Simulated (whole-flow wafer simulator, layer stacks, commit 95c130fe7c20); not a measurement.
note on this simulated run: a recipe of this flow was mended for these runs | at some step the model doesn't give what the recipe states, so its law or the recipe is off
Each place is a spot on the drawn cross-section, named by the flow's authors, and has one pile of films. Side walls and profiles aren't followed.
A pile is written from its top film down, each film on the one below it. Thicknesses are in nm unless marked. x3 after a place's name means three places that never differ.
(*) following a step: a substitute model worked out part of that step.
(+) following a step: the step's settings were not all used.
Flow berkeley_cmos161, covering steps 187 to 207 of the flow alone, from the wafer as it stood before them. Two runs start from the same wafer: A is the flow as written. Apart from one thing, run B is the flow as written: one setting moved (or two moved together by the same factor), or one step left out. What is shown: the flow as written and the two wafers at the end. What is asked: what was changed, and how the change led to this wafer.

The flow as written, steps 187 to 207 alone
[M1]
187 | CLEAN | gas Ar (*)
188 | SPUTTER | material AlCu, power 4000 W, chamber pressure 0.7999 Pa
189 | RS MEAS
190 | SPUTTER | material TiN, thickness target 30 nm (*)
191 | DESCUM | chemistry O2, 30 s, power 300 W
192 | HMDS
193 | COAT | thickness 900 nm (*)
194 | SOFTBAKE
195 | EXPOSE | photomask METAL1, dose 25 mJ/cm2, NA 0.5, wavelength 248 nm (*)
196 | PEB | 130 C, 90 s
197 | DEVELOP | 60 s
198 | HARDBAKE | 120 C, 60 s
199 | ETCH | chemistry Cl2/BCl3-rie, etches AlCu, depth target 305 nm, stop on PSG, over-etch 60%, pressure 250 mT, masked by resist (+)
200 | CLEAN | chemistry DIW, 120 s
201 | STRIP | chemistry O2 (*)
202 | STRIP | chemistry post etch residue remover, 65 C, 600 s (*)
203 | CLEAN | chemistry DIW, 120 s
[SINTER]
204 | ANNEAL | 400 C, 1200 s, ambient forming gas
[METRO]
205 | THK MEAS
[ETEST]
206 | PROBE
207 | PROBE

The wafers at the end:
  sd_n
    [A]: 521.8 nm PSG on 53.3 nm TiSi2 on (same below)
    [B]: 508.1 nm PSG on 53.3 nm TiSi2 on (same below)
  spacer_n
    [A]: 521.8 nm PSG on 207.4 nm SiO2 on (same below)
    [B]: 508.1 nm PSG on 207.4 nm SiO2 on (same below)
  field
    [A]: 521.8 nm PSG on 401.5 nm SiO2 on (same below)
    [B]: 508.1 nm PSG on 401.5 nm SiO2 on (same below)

The reason: step 190, SPUTTER: thickness target 37 nm was run, while the flow as written has thickness target 30 nm; step 199, ETCH: depth target 378 nm was run, where the flow has depth target 305 nm.

The path from the change to this, step by step:
  190 | SPUTTER | material TiN, thickness target 30 nm (*)
      field, sd_n, spacer_n, gate_n, spacer_p, gate_p, m1: A +30 TiN (new film) | B +37 TiN (new film)
      sd_p: A +26.1 TiN (new film) | B +32.2 TiN (new film)
      (also at 1 further place)
  199 | ETCH | chemistry Cl2/BCl3-rie, etches AlCu, depth target 305 nm, stop on PSG, over-etch 60%, pressure 250 mT, masked by resist (+)
      field, sd_n, spacer_n, gate_n, spacer_p, gate_p: A -30 TiN (all of it), -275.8 AlCu (all of it), -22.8 PSG | B -37 TiN (all of it), -275.8 AlCu (all of it), -36.5 PSG
      contact, m1: A -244 KrF-resist | B -302.4 KrF-resist
      (also at 1 further place)
  201 | STRIP | chemistry O2 (*)
      contact: A -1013 KrF-resist (all of it) | B -956.8 KrF-resist (all of it)
      m1: A -537.5 KrF-resist (all of it) | B -479.2 KrF-resist (all of it)
